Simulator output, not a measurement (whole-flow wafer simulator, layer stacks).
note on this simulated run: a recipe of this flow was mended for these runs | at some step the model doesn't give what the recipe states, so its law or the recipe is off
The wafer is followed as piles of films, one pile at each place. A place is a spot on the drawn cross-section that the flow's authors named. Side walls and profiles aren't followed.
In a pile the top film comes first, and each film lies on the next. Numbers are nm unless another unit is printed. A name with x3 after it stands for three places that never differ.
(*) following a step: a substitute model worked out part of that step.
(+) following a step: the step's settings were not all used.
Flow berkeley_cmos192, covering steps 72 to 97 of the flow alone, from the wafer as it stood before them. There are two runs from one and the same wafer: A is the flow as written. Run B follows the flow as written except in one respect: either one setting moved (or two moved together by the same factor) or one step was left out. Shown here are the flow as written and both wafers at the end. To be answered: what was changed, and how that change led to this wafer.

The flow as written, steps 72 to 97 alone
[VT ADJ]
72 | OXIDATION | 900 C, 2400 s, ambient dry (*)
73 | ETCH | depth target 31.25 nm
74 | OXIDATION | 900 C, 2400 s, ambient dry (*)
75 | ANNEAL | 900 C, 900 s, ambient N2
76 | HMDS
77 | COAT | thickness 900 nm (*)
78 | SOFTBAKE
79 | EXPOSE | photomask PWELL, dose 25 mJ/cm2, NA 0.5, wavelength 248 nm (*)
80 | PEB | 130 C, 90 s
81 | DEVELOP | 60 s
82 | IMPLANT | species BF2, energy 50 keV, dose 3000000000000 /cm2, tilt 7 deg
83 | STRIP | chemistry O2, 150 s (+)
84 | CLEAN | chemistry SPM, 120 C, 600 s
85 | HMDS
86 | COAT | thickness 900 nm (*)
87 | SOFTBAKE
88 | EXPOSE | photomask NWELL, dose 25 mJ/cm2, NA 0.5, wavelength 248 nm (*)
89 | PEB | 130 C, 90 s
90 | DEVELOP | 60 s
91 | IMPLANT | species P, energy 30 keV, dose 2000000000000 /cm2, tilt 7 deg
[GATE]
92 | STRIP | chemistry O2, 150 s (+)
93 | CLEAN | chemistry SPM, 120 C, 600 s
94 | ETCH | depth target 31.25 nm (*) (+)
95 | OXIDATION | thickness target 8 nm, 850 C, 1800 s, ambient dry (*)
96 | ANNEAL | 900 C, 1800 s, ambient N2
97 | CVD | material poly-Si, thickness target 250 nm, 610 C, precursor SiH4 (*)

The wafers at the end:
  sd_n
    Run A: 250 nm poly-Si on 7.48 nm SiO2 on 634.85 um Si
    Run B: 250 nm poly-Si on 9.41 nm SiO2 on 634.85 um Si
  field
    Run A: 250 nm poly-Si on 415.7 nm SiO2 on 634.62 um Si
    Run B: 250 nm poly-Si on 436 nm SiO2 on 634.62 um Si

What caused this: step 94, ETCH: depth target 10.94 nm was run, though the flow has depth target 31.25 nm.

Step by step, how the change led to this:
  94 | ETCH | depth target 31.25 nm (*) (+)
      sd_n, spacer_n, gate, sd_p, spacer_p, gate_p, contact, m1: A -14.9 SiO2 (all of it) | B -10.9 SiO2
      field: A -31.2 SiO2 | B -10.9 SiO2
  95 | OXIDATION | thickness target 8 nm, 850 C, 1800 s, ambient dry (*)
      sd_n, spacer_n, gate, sd_p, spacer_p, gate_p, contact, m1: A +7.48 SiO2 (new film), -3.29 Si | B +5.41 SiO2, -2.38 Si
